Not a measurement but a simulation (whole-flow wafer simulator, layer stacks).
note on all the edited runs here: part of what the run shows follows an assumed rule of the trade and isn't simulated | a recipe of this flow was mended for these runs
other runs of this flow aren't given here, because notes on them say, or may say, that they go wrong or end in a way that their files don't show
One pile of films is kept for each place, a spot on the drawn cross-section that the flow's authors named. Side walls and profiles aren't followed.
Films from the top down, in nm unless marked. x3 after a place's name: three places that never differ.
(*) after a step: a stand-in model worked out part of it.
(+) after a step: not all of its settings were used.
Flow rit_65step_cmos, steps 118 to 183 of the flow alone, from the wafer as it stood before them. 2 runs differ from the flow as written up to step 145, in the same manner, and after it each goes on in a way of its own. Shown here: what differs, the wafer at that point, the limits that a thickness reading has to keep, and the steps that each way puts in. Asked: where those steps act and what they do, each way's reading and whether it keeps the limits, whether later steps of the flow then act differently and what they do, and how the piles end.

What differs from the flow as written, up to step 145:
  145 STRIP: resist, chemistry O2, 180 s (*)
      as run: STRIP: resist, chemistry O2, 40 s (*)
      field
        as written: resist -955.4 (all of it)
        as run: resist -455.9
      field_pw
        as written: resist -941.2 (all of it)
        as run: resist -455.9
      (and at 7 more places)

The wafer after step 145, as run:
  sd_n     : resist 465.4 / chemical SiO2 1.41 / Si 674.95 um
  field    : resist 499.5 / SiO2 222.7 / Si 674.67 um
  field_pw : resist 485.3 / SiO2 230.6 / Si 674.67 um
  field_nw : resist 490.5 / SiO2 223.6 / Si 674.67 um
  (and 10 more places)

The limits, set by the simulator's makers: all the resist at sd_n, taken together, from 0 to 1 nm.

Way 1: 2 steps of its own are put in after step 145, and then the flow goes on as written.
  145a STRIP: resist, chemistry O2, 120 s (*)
      active_p, sd_p
        chemical SiO2 +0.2, Si -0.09
      field
        resist -499.5 (all of it)
      field_pw
        resist -485.3 (all of it)
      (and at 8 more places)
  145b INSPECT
      changes no film at any place that is followed
  The reading after step 145b: 0 nm, within the limits.
  No later step of the flow acts differently than as written, at any place that is followed, by more than 2% or 0.5 nm, whichever is larger.
  At the end the piles are the same as the flow's at every place that both follow.

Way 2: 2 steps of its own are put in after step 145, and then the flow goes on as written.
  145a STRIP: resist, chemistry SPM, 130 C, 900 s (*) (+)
      field
        resist -499.5 (all of it)
      field_pw
        resist -485.3 (all of it)
      field_nw
        resist -490.5 (all of it)
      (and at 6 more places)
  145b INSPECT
      changes no film at any place that is followed
  The reading after step 145b: 0 nm, within the limits.
  No later step of the flow acts differently than as written, at any place that is followed, by more than 2% or 0.5 nm, whichever is larger.
  At the end the piles differ from the flow's only slightly at the places that both follow, by at most 2% or 0.5 nm, whichever is larger.

Within the limits: way 1, way 2.
